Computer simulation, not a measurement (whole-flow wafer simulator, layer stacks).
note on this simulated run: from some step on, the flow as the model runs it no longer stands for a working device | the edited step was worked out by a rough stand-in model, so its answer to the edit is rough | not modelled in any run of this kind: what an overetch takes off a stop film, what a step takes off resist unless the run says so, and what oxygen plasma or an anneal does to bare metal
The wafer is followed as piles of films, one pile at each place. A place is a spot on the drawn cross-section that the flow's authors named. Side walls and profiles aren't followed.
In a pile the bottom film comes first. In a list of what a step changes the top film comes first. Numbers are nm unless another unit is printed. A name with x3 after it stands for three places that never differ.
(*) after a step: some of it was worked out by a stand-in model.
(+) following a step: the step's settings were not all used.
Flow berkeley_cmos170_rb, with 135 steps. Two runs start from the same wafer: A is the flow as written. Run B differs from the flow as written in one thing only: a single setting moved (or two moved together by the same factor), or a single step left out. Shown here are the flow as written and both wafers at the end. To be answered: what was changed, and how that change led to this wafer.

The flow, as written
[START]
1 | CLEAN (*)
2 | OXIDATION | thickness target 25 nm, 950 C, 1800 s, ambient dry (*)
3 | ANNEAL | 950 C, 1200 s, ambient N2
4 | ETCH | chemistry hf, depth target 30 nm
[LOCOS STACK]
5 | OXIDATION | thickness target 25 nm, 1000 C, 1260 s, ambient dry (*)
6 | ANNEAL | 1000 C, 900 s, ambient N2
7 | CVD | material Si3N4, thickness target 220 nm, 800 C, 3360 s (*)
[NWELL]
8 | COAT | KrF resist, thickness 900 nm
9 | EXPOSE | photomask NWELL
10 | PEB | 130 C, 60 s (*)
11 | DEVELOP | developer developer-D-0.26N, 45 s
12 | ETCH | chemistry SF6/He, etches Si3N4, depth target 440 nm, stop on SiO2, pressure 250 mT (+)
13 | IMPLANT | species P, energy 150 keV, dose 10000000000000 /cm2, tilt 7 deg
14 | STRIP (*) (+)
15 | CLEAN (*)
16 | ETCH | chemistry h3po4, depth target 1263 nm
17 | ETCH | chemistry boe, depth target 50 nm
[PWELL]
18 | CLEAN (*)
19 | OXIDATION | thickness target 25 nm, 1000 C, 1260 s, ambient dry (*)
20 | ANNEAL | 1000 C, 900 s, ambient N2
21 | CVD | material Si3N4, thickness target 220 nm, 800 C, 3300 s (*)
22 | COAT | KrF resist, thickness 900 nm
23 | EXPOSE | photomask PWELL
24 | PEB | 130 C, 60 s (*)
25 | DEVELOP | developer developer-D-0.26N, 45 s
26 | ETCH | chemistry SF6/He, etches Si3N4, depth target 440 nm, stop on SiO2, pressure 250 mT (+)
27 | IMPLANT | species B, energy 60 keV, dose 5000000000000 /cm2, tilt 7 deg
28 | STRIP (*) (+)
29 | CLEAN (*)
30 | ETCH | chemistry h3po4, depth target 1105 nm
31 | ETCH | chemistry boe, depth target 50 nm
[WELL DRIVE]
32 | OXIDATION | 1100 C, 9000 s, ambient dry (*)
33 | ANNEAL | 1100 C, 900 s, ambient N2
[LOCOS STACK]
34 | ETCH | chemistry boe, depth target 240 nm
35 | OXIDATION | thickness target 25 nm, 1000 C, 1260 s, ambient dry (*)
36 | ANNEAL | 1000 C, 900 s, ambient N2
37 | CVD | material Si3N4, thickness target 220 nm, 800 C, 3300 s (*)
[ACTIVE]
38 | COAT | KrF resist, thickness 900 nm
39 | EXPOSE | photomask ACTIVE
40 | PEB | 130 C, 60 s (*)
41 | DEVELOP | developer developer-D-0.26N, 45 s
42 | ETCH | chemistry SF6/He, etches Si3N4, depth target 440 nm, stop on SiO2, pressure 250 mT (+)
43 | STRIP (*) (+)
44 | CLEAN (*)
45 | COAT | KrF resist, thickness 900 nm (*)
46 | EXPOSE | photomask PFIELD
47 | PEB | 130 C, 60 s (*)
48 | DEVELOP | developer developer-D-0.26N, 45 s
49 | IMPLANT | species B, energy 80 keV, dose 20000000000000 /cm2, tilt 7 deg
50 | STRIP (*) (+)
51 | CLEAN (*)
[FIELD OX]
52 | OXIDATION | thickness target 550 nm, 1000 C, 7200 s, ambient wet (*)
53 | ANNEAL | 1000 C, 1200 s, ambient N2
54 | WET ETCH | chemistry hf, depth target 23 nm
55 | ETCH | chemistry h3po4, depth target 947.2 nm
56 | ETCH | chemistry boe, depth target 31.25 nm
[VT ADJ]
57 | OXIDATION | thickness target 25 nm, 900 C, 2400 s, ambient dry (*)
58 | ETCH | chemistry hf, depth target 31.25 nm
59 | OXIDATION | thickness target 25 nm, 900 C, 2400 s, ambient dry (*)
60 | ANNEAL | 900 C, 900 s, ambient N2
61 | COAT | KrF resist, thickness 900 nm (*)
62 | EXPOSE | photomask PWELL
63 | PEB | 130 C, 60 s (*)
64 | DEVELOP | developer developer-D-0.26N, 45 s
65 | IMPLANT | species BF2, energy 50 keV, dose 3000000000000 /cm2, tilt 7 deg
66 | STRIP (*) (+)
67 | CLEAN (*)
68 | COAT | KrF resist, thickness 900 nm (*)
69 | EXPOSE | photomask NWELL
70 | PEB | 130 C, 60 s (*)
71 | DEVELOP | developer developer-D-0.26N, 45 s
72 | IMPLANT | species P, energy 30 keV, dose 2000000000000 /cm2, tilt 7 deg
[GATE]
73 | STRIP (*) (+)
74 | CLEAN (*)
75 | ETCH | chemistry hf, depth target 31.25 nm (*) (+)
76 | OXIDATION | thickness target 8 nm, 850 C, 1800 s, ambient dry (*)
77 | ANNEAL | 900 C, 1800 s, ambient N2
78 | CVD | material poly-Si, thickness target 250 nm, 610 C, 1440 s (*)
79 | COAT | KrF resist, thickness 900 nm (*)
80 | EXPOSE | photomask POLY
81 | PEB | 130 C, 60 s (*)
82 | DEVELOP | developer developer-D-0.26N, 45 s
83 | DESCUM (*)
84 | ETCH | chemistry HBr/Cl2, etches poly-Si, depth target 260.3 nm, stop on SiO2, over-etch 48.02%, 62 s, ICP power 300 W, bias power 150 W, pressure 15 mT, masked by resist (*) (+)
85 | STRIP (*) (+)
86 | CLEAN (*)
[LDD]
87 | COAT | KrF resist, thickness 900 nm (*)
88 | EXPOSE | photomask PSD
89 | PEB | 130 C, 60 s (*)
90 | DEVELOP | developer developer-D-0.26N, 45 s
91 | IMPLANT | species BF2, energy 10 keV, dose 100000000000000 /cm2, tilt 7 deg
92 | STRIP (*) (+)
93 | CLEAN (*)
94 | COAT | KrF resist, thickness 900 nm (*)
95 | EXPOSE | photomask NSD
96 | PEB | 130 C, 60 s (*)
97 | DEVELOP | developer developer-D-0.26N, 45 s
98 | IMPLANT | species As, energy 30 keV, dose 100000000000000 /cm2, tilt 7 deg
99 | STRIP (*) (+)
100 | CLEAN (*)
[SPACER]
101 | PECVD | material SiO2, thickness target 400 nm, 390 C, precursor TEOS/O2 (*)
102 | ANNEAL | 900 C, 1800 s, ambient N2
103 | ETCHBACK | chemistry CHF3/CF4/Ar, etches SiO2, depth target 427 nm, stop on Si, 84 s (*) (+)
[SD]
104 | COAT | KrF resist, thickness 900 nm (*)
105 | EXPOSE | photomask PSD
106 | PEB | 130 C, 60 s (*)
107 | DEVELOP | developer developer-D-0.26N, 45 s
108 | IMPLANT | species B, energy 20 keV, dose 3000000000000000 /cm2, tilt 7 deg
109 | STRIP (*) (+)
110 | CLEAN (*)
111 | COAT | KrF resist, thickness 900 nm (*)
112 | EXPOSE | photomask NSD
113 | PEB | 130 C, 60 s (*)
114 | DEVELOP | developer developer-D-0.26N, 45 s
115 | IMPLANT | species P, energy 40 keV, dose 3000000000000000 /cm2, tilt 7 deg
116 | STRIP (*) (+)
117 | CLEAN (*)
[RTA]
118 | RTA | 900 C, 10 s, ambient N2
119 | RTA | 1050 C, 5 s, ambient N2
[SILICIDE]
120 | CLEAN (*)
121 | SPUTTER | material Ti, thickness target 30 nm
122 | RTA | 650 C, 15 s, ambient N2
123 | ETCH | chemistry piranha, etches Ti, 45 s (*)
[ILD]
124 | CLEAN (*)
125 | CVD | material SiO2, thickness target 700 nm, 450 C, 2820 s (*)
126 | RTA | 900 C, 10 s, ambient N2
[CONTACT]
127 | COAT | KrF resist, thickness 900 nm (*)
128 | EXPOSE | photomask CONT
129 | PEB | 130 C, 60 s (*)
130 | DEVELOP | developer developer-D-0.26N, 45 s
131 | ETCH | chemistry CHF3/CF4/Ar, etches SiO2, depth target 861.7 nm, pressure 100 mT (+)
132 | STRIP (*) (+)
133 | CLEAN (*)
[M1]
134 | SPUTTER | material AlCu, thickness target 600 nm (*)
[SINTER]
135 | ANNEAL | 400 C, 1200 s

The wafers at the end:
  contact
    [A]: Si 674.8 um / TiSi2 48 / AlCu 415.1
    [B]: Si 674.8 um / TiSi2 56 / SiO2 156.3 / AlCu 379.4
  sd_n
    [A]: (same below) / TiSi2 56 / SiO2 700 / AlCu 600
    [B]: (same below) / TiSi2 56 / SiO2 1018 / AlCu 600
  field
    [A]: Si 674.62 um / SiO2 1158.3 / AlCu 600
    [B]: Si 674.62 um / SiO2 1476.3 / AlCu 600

What caused this: step 125, CVD: thickness target 1018 nm was run, while the flow as written has thickness target 700 nm; step 125, CVD: 4100 s was run, where the flow has 2820 s.
One can read it off the wafer: sd_n has SiO2 1018, and step 125 as written asks for 700 nm.

The path from the change to this, step by step:
  125 | CVD | material SiO2, thickness target 700 nm, 450 C, 2820 s (*)
      sd_n, gate, gate_p, contact, m1: A SiO2 gains 700 (new film) | B SiO2 gains 1018 (new film)
      field, spacer_n, spacer_p: A SiO2 gains 700 | B SiO2 gains 1018
      (also at 1 further place)
  131 | ETCH | chemistry CHF3/CF4/Ar, etches SiO2, depth target 861.7 nm, pressure 100 mT (+)
      contact: A SiO2 loses 700 (all of it), TiSi2 loses 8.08 | B SiO2 loses 861.7
  134 | SPUTTER | material AlCu, thickness target 600 nm (*)
      contact: A AlCu gains 415.1 (new film) | B AlCu gains 379.4 (new film)
